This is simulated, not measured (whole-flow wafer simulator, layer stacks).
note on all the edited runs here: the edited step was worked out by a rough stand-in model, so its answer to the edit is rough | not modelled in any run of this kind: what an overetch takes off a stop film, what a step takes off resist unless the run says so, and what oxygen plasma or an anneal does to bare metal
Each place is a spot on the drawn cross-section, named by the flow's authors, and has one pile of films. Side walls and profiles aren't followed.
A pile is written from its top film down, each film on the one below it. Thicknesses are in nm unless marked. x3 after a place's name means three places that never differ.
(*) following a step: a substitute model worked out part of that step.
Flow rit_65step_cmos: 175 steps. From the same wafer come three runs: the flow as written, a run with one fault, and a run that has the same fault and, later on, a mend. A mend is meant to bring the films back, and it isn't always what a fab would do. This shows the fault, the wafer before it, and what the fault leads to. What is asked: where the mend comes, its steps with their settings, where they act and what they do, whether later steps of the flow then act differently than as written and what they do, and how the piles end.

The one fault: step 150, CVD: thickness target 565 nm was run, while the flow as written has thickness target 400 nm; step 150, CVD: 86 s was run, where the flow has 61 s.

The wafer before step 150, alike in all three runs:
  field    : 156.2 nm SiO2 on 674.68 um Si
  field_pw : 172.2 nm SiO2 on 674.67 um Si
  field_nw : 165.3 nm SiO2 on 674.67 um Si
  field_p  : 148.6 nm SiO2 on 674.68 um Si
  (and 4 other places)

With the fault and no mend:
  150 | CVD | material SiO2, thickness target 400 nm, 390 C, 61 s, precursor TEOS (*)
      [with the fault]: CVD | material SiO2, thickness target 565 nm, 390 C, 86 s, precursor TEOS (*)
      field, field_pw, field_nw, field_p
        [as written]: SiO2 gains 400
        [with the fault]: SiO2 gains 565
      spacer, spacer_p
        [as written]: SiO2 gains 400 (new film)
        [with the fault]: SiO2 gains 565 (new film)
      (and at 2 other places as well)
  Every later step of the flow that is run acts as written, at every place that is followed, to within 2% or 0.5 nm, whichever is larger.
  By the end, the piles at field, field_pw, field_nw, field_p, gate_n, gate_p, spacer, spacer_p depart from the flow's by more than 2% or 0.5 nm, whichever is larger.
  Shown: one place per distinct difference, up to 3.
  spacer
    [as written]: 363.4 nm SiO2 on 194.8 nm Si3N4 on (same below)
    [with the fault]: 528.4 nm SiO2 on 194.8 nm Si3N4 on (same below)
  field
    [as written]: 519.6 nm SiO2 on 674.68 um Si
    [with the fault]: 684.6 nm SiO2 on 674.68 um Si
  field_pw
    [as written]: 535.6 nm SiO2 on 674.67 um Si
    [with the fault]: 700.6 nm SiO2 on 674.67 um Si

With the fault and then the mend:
  The mend stands after step 151.
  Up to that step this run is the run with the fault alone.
  151a | ETCH | chemistry boe, depth target 167.1 nm
      field, field_pw, field_nw, field_p, gate_n, gate_p, spacer, spacer_p
        SiO2 loses 167.1
  Every later step of the flow that is run acts as written, at every place that is followed, to within 2% or 0.5 nm, whichever is larger.
  At the end the piles are close to the flow's at the places that both follow, differing by at most 2% or 0.5 nm, whichever is larger.
